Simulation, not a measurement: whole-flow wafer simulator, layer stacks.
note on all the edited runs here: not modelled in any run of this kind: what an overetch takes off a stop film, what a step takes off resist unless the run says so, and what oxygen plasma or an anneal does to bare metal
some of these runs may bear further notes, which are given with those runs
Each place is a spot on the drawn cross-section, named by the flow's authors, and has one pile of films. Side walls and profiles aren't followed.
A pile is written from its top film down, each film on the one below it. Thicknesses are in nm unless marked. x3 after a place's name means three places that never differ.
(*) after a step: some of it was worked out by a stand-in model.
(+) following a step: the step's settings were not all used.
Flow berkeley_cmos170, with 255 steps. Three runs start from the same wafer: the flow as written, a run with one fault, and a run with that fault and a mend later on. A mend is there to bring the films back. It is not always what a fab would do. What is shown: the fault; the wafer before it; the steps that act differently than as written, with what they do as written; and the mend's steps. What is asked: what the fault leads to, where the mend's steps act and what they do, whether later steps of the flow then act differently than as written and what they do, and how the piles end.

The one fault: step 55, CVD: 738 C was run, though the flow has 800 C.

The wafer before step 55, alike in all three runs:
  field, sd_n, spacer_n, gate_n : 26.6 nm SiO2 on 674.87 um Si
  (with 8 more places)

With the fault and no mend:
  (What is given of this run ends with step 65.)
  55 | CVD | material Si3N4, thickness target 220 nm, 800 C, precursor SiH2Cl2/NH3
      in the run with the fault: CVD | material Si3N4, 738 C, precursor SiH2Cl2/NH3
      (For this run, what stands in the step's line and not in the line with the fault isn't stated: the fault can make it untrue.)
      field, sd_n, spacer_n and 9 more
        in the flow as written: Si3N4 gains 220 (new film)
        in the run with the fault: Si3N4 gains 92.1 (new film)
  Later steps of the flow acting differently than as written:
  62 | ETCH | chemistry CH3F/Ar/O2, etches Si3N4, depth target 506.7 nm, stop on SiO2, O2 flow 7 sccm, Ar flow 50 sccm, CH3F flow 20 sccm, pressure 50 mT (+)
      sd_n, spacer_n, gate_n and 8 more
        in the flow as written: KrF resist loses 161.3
        in the run with the fault: KrF resist loses 76.1
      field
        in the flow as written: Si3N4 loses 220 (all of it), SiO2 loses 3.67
        in the run with the fault: Si3N4 loses 92.1 (all of it), SiO2 loses 3.67
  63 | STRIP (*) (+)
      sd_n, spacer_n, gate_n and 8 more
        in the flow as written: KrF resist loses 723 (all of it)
        in the run with the fault: KrF resist loses 808.3 (all of it)
  After step 65, at sd_n, spacer_n, gate_n and 8 more, the piles differ from the flow's by more than 2% or 0.5 nm, whichever is larger.
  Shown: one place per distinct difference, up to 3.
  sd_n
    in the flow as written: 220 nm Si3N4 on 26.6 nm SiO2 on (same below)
    in the run with the fault: 92.1 nm Si3N4 on 26.6 nm SiO2 on (same below)

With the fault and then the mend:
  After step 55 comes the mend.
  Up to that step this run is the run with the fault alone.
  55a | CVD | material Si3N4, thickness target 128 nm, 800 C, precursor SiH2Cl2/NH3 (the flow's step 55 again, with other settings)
      field, sd_n, spacer_n and 9 more
        Si3N4 gains 128
  None of the later steps of the flow differs from how it acts as written, at any place that is followed, by more than 2% or 0.5 nm, whichever is larger.
  The piles end the same as the flow's at every place that both follow.
